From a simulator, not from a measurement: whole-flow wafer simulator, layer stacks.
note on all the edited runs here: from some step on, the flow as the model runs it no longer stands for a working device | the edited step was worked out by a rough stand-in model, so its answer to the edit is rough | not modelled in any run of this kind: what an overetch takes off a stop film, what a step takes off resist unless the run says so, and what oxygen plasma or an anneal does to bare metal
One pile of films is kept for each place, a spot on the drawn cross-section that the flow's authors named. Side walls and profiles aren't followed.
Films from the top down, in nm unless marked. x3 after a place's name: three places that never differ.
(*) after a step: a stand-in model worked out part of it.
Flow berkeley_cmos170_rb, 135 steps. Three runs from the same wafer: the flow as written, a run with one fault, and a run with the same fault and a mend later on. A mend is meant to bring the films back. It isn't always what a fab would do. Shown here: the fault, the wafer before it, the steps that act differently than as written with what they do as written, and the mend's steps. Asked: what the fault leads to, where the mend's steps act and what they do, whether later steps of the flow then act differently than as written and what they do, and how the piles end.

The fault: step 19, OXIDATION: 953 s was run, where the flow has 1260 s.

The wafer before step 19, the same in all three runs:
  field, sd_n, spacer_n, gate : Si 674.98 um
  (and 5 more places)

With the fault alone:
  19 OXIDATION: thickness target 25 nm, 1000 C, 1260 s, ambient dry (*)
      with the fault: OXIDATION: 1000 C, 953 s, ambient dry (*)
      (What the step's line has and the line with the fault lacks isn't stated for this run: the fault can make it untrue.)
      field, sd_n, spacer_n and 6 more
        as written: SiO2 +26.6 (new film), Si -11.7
        with the fault: SiO2 +22.9 (new film), Si -10.1
  Later steps of the flow that act differently than as written:
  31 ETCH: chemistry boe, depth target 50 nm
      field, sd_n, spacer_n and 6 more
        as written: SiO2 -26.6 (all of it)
        with the fault: SiO2 -22.9 (all of it)
  At the end the piles differ from the flow's only slightly at the places that both follow, by at most 2% or 0.5 nm, whichever is larger.

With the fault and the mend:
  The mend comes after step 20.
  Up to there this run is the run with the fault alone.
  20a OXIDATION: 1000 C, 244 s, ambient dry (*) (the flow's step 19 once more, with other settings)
      field, sd_n, spacer_n and 6 more
        SiO2 +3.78, Si -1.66
  No later step of the flow acts differently than as written, at any place that is followed, by more than 2% or 0.5 nm, whichever is larger.
  At the end the piles differ from the flow's only slightly at the places that both follow, by at most 2% or 0.5 nm, whichever is larger.
